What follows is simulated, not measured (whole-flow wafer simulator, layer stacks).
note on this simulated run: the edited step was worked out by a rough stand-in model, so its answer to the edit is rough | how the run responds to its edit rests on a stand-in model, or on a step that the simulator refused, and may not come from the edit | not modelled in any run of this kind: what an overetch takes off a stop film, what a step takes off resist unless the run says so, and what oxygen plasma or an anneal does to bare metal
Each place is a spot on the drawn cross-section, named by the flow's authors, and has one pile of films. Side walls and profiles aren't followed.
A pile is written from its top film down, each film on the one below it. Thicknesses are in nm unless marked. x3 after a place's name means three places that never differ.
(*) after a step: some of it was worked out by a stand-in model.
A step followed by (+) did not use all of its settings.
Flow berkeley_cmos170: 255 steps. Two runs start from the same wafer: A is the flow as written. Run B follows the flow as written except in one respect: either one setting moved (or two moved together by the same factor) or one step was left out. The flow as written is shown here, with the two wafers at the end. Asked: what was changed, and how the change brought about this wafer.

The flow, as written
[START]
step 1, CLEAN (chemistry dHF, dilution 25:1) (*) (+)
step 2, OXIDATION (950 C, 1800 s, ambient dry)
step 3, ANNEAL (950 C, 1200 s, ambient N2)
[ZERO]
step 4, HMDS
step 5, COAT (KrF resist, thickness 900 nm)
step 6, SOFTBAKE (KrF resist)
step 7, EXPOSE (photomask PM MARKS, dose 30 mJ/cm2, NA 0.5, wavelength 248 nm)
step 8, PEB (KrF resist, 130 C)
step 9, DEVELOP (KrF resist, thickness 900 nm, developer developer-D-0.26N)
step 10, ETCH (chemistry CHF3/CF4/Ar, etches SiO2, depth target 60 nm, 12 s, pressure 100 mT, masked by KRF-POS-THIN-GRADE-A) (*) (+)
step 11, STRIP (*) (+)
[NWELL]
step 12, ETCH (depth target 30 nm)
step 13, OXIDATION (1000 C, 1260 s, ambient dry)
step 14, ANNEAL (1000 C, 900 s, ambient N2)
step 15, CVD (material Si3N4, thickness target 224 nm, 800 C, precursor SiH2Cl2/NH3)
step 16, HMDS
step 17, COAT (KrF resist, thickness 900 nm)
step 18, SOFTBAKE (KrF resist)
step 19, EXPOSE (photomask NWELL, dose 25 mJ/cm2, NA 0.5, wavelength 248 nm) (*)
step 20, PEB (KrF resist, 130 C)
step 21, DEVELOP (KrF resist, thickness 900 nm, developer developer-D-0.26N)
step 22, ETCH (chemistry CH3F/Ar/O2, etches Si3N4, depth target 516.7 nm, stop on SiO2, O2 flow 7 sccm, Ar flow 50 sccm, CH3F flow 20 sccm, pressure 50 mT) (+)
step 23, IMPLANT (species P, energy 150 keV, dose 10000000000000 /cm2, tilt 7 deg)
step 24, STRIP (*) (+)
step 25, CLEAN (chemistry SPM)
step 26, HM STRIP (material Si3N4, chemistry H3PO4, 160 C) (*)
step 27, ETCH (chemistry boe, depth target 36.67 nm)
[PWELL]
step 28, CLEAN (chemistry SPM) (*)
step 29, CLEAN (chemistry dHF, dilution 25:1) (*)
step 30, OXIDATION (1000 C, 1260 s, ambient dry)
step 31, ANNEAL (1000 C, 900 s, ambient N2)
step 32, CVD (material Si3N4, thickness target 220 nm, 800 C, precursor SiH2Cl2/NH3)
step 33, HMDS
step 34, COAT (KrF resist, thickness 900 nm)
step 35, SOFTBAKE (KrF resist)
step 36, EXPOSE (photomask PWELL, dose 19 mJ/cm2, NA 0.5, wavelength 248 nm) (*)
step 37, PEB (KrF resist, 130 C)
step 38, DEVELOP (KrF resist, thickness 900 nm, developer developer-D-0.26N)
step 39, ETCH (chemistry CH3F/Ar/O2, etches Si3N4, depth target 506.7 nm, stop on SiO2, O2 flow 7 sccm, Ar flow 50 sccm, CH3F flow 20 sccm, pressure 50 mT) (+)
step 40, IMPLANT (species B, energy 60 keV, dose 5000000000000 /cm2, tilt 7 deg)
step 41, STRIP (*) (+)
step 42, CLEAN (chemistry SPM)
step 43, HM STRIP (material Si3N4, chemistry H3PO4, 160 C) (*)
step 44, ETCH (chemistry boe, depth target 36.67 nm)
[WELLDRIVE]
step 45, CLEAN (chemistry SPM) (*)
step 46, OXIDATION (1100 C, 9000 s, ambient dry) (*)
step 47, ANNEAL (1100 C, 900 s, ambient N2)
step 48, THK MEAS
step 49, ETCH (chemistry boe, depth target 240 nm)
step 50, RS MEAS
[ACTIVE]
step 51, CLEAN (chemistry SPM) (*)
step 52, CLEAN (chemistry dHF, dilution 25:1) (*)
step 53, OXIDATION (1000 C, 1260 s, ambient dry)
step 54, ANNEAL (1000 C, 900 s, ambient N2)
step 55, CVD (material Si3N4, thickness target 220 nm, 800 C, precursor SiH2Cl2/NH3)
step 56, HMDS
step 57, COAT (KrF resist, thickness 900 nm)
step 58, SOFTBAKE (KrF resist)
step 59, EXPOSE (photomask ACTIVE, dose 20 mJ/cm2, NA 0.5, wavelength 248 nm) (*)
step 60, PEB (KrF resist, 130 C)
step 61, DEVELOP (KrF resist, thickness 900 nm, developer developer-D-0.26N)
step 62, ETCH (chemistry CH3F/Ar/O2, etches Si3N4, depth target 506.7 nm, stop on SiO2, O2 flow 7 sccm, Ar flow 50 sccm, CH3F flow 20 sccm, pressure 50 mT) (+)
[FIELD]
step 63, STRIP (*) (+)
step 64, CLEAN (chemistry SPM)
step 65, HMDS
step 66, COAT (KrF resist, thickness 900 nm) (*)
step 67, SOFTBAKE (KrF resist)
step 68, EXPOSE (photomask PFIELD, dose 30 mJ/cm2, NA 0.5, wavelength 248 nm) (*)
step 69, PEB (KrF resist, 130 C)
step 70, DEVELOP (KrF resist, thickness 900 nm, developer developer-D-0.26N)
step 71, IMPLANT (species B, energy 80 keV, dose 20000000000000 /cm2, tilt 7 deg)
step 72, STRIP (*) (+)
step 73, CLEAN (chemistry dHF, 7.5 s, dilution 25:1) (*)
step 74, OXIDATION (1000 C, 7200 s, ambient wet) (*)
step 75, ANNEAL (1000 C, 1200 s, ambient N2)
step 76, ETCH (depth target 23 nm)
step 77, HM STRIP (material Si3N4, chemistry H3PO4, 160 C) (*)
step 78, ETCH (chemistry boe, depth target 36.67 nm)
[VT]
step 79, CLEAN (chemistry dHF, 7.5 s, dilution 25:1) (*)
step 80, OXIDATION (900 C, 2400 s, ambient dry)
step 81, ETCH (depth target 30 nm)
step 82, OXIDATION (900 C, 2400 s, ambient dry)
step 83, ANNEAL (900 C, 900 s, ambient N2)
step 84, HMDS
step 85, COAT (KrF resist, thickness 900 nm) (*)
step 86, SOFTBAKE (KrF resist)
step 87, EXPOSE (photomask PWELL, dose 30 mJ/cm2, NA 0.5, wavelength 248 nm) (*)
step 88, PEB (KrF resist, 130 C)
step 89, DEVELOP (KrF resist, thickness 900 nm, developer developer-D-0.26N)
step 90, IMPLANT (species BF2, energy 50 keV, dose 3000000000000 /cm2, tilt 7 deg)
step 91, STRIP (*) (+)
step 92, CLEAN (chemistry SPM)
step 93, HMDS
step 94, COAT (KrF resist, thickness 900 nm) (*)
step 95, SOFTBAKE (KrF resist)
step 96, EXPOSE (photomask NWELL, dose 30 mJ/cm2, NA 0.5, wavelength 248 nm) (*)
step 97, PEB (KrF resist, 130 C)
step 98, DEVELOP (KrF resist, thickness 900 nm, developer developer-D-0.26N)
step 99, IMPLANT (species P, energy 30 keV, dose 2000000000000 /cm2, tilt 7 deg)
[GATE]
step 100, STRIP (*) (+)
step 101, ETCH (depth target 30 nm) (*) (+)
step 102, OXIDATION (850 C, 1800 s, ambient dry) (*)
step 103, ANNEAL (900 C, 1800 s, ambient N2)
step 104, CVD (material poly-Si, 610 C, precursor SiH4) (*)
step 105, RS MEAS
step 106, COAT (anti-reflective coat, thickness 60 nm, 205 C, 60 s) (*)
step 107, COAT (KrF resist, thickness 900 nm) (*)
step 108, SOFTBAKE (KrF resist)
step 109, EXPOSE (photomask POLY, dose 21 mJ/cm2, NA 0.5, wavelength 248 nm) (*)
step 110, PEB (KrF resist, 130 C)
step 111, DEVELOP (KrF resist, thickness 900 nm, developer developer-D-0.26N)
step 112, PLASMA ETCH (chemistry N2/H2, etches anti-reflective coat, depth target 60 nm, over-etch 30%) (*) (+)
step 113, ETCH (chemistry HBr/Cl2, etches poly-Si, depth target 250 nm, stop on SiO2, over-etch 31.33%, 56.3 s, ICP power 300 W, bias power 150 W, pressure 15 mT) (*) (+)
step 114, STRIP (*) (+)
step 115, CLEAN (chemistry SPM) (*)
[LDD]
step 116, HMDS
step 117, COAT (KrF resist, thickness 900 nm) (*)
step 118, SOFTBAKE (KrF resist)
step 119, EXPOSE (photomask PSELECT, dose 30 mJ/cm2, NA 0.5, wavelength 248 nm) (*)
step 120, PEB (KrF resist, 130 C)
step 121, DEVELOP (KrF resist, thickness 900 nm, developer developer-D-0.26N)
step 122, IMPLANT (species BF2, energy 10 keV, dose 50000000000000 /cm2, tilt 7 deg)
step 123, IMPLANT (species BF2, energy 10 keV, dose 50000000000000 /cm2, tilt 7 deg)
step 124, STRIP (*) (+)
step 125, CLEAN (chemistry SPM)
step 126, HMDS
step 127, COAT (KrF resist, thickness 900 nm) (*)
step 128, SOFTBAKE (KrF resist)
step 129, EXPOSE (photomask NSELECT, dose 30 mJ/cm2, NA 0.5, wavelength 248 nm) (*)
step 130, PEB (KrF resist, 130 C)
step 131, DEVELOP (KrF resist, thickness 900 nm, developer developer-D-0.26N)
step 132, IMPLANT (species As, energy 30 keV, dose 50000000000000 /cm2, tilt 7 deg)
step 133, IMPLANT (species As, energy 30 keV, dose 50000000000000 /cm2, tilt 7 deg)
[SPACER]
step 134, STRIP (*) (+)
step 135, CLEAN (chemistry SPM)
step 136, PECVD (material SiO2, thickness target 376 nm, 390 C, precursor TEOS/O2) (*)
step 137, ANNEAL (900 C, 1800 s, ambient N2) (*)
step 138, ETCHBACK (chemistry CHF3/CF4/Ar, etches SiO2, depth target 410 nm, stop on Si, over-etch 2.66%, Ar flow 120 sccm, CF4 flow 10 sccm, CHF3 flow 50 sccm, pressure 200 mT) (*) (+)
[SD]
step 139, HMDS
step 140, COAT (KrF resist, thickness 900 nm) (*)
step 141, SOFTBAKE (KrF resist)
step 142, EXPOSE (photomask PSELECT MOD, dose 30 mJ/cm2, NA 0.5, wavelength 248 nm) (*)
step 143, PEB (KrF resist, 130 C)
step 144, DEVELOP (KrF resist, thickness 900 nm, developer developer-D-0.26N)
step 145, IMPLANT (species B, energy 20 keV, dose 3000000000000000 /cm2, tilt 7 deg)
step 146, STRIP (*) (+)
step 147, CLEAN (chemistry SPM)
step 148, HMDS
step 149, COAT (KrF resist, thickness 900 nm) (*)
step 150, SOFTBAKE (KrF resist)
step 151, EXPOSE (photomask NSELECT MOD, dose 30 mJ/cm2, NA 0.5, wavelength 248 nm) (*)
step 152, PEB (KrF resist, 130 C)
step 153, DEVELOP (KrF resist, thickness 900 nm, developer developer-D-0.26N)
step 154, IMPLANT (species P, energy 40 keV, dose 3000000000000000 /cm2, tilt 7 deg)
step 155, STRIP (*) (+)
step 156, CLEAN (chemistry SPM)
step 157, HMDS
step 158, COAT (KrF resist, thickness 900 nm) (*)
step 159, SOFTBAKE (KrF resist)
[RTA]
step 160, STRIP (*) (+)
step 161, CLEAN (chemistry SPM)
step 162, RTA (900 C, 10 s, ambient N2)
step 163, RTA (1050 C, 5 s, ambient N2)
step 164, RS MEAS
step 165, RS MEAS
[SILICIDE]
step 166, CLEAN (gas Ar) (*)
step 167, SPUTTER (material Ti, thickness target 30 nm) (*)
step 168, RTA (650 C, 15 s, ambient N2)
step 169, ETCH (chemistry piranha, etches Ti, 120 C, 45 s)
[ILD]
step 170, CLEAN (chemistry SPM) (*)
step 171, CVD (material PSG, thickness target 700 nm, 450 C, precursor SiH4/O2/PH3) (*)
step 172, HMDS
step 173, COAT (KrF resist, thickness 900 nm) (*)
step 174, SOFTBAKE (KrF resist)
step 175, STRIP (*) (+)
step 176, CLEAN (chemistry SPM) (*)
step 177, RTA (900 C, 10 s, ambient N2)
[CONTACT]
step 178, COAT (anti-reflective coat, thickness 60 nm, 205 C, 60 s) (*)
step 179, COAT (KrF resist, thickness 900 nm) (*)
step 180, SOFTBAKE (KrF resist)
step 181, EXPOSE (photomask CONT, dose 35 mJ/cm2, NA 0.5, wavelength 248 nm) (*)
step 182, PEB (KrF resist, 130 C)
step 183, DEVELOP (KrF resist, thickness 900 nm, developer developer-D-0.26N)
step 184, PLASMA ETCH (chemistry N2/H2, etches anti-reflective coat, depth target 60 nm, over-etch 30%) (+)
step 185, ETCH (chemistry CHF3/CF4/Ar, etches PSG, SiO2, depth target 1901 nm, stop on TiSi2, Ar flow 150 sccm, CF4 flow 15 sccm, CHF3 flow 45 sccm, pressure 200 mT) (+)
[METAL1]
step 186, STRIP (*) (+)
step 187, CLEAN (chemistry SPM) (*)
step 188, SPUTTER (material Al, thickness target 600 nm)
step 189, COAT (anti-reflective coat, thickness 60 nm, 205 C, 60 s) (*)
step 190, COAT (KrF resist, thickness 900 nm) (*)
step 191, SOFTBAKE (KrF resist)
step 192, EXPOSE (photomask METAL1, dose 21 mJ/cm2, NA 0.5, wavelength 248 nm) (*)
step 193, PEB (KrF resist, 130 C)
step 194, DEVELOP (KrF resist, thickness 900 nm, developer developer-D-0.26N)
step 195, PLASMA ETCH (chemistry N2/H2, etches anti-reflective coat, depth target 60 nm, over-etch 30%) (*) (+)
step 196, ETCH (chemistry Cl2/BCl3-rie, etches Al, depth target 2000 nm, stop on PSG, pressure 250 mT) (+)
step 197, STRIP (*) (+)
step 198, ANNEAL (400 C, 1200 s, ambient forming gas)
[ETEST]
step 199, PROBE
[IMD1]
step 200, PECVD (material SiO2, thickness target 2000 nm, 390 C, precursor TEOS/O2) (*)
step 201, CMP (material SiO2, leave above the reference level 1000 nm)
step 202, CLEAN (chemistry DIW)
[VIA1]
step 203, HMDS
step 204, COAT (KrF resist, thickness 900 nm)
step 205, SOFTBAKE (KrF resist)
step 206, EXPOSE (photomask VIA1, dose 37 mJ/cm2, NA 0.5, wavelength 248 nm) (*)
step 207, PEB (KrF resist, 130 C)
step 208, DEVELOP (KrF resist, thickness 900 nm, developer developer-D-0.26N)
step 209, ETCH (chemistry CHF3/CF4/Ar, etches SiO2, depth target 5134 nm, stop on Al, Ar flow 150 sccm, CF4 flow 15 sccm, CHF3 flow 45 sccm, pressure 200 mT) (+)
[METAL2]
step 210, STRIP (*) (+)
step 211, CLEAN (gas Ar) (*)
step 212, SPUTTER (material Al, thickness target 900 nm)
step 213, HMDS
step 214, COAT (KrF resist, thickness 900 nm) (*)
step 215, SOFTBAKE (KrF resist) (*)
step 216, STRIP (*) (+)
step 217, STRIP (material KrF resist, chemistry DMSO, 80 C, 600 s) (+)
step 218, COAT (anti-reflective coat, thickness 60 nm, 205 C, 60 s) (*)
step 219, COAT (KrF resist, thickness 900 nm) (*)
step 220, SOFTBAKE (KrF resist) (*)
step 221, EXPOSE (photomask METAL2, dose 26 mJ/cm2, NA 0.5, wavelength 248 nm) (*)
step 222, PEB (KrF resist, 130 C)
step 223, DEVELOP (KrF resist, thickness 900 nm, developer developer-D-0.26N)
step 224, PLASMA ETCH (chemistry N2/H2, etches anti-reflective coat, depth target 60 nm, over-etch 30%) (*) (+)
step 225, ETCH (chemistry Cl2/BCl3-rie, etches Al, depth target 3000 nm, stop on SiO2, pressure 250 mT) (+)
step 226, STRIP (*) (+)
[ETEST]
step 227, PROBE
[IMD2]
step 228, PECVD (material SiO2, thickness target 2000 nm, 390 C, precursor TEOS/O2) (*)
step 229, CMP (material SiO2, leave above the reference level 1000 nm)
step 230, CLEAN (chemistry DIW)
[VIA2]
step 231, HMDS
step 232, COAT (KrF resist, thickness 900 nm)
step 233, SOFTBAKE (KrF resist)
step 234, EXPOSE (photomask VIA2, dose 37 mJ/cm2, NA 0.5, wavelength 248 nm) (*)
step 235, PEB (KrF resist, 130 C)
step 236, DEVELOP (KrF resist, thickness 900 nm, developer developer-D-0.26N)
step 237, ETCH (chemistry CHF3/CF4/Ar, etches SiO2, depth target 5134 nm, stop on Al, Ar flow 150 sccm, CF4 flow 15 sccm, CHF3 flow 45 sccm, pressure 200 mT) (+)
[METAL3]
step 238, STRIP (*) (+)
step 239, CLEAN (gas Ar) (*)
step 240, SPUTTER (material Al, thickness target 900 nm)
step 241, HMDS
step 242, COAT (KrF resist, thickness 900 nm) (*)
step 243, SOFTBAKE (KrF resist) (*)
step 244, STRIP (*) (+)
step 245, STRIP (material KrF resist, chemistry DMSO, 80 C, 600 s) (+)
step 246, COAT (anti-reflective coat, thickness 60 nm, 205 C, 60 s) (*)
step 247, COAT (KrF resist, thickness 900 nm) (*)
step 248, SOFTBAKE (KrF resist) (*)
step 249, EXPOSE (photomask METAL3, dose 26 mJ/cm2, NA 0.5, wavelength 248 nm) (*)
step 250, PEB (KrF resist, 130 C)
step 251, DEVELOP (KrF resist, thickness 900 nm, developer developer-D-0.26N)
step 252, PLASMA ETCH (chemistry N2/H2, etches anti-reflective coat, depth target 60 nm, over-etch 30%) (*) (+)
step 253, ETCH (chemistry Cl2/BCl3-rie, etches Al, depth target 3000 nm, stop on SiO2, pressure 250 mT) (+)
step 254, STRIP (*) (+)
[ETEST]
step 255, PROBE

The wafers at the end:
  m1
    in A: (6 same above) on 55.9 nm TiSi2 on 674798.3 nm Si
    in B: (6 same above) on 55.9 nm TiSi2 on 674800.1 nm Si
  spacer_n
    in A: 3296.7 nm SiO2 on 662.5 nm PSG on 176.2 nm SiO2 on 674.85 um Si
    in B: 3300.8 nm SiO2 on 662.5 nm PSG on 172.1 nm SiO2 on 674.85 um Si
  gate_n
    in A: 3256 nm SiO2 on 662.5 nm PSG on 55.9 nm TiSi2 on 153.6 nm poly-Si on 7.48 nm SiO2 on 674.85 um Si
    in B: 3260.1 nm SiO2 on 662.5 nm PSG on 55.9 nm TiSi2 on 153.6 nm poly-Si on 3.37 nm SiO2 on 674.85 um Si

Cause: step 102, OXIDATION: 765 C was run, whereas the flow has 850 C.

The path from the change to this, step by step:
  step 102, OXIDATION (850 C, 1800 s, ambient dry) (*)
      sd_n, spacer_n, gate_n and 8 more: A SiO2 gains 7.48 (new film), Si loses 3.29 | B SiO2 gains 3.37 (new film), Si loses 1.48
